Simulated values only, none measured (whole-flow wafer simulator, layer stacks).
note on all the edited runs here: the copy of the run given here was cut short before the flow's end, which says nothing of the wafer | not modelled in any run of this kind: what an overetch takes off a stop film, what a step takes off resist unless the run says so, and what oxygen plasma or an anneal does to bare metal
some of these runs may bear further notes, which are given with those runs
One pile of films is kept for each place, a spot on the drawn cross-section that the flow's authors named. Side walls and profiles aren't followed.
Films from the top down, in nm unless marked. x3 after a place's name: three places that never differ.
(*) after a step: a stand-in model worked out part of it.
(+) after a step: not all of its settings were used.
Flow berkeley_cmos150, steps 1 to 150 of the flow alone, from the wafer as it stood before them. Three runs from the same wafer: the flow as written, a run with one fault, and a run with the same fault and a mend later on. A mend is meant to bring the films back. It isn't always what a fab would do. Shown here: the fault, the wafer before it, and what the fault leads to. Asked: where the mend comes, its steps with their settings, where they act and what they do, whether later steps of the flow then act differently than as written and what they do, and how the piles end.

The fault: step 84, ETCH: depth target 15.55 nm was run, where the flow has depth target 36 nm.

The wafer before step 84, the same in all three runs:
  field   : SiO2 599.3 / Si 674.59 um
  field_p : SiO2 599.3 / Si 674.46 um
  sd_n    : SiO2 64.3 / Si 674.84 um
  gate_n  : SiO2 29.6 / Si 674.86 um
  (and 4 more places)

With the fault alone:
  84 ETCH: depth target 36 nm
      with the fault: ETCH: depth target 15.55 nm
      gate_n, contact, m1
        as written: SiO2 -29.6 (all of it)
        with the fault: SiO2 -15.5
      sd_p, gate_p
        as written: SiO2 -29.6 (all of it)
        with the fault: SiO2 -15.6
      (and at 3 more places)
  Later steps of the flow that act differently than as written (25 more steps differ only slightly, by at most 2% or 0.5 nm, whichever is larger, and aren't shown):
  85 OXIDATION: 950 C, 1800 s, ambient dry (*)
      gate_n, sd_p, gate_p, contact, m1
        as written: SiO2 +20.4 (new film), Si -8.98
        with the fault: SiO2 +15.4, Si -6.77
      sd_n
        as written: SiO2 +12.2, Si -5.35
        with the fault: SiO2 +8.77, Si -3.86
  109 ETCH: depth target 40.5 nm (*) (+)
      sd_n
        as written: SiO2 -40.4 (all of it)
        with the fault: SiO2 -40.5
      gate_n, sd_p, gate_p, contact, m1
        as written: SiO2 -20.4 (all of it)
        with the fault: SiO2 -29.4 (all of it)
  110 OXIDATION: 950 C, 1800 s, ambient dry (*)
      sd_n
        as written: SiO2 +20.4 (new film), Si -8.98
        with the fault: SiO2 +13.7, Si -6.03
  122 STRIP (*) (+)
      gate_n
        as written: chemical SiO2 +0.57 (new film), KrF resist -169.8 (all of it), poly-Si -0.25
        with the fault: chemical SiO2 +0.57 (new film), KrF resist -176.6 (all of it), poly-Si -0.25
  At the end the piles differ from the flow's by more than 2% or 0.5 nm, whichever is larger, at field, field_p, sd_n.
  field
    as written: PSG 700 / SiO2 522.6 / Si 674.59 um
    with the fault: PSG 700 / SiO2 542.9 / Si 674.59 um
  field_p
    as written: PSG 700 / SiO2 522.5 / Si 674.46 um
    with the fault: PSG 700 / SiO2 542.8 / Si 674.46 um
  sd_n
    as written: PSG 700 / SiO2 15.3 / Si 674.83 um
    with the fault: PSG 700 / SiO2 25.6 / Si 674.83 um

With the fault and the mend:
  The mend comes after step 84.
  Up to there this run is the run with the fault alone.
  84a ETCH: depth target 21 nm (the flow's step 84 once more, with other settings)
      gate_n, sd_p, gate_p, contact, m1
        SiO2 -14 (all of it)
      field, field_p, sd_n
        SiO2 -21
  No later step of the flow acts differently than as written, at any place that is followed, by more than 2% or 0.5 nm, whichever is larger.
  At the end the piles differ from the flow's only slightly at the places that both follow, by at most 2% or 0.5 nm, whichever is larger.
